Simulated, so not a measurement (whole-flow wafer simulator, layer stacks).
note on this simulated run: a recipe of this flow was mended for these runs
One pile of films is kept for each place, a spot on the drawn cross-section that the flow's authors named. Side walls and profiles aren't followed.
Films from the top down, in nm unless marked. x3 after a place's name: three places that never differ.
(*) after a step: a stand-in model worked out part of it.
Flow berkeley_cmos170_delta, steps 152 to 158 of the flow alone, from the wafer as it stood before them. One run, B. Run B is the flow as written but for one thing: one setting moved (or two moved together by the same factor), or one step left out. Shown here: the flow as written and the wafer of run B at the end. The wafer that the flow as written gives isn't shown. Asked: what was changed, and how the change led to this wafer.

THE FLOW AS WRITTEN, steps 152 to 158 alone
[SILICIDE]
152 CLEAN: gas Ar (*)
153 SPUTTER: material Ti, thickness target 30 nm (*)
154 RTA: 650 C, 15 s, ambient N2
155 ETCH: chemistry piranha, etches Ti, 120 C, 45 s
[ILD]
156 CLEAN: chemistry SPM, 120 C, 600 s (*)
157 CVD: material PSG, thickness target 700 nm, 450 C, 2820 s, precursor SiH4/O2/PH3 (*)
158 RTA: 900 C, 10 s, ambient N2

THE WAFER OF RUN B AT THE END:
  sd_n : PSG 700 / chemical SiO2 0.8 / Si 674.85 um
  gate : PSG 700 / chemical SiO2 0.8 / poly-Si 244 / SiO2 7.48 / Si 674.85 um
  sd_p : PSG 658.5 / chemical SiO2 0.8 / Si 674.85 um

The cause: step 154, RTA: 650 C, 15 s, ambient N2, was left out.

How the change led to this, step by step:
  155 ETCH: chemistry piranha, etches Ti, 120 C, 45 s
      sd_n, gate, gate_p, contact x2: Ti -30 (all of it) (as written it would be: Ti -6.6 (all of it), TiSi first -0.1)
      sd_p: Ti -27.5 (all of it) (as written it would be: Ti -6.05 (all of it), TiSi first -0.1)
  156 CLEAN: chemistry SPM, 120 C, 600 s (*)
      sd_n, sd_p, contact x2: chemical SiO2 +0.8 (new film), Si -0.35 (as written it would be: nothing)
      gate, gate_p: chemical SiO2 +0.8 (new film), poly-Si -0.35 (as written it would be: nothing)
  158 RTA: 900 C, 10 s, ambient N2
      sd_n, contact x2: nothing (as written it would be: under 1 film: TiSi2 +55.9 (new film), TiSi first -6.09 (all of it), TiSi2 C49 -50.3 (all of it), Si -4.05)
      gate, gate_p: nothing (as written it would be: under 1 film: TiSi2 +55.9 (new film), TiSi first -6.09 (all of it), TiSi2 C49 -50.3 (all of it), poly-Si -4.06)
      (and at 1 more place)
